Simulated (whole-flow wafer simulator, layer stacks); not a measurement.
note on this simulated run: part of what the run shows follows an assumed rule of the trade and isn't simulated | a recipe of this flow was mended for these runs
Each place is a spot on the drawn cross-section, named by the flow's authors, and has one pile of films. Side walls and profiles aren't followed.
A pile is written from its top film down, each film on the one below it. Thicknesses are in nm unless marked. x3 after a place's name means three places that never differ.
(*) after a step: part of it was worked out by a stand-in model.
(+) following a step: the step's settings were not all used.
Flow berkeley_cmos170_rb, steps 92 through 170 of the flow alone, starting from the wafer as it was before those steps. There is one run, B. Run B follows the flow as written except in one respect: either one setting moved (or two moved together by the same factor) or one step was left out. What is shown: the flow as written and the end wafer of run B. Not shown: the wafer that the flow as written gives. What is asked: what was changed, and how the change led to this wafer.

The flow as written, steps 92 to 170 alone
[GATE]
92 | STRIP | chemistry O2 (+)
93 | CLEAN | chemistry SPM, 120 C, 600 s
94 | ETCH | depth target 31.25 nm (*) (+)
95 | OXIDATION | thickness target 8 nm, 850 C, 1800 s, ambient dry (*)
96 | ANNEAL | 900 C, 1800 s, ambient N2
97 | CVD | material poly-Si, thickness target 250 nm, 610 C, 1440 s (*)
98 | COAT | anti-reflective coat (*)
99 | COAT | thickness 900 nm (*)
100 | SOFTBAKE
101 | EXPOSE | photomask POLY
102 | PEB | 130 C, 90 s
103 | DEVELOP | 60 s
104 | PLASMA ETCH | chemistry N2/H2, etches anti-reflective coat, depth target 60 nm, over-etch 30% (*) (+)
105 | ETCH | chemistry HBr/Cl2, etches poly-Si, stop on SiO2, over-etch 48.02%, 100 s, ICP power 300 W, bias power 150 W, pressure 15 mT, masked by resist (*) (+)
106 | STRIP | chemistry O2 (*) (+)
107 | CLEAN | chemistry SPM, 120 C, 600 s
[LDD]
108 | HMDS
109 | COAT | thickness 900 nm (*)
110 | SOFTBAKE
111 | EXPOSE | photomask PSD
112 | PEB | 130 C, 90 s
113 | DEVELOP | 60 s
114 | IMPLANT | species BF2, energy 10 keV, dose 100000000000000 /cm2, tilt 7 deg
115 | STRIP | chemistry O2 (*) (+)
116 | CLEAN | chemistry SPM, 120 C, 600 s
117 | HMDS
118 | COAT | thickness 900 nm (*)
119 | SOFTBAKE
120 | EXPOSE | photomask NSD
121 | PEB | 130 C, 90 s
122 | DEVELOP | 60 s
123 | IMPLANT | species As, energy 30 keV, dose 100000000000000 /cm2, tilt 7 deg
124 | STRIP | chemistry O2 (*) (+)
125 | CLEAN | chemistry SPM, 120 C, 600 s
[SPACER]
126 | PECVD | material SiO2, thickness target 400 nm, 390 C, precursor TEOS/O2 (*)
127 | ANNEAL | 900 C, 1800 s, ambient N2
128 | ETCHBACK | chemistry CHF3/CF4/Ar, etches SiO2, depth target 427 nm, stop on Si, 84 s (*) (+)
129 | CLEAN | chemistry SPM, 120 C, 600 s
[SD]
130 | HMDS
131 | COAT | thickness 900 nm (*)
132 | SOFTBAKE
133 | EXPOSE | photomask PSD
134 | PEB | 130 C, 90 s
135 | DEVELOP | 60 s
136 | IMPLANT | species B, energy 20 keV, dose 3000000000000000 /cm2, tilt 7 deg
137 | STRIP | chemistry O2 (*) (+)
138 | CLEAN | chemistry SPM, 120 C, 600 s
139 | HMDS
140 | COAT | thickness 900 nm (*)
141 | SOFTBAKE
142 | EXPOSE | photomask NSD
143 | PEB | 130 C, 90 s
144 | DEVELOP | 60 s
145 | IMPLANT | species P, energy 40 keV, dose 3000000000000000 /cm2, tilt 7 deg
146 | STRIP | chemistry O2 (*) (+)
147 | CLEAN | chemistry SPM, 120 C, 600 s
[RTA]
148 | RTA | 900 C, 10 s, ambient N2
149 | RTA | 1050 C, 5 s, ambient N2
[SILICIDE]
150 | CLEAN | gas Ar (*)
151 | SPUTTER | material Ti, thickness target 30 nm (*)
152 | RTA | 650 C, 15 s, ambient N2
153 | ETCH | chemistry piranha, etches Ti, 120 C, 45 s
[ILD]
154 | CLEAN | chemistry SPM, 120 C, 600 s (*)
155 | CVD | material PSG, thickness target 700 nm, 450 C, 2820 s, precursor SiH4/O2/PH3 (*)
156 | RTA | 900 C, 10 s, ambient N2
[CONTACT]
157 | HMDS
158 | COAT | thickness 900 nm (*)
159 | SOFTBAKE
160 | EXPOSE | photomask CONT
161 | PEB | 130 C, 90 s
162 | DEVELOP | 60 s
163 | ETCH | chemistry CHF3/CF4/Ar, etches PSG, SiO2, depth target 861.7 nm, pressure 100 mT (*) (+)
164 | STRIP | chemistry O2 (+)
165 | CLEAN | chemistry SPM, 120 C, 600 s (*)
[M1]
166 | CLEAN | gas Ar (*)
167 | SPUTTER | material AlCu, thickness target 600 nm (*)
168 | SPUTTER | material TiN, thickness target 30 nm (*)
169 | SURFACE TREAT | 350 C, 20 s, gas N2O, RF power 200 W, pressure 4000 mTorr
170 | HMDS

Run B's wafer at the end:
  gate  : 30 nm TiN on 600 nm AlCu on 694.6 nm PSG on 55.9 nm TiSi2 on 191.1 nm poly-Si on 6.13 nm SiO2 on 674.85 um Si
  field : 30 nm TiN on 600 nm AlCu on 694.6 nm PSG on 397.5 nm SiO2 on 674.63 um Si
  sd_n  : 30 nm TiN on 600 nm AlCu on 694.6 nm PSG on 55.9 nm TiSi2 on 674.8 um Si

Cause: step 95, OXIDATION: thickness target 5.6 nm was run, whereas the flow has thickness target 8 nm; step 95, OXIDATION: 1260 s was run, where the flow has 1800 s.

How this came from the change, step by step:
  95 | OXIDATION | thickness target 8 nm, 850 C, 1800 s, ambient dry (*)
      sd_n, spacer_n, gate, sd_p, spacer_p, gate_p, contact, m1: +6.13 SiO2 (new film), -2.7 Si (it would be, as written: +7.53 SiO2 (new film), -3.31 Si)
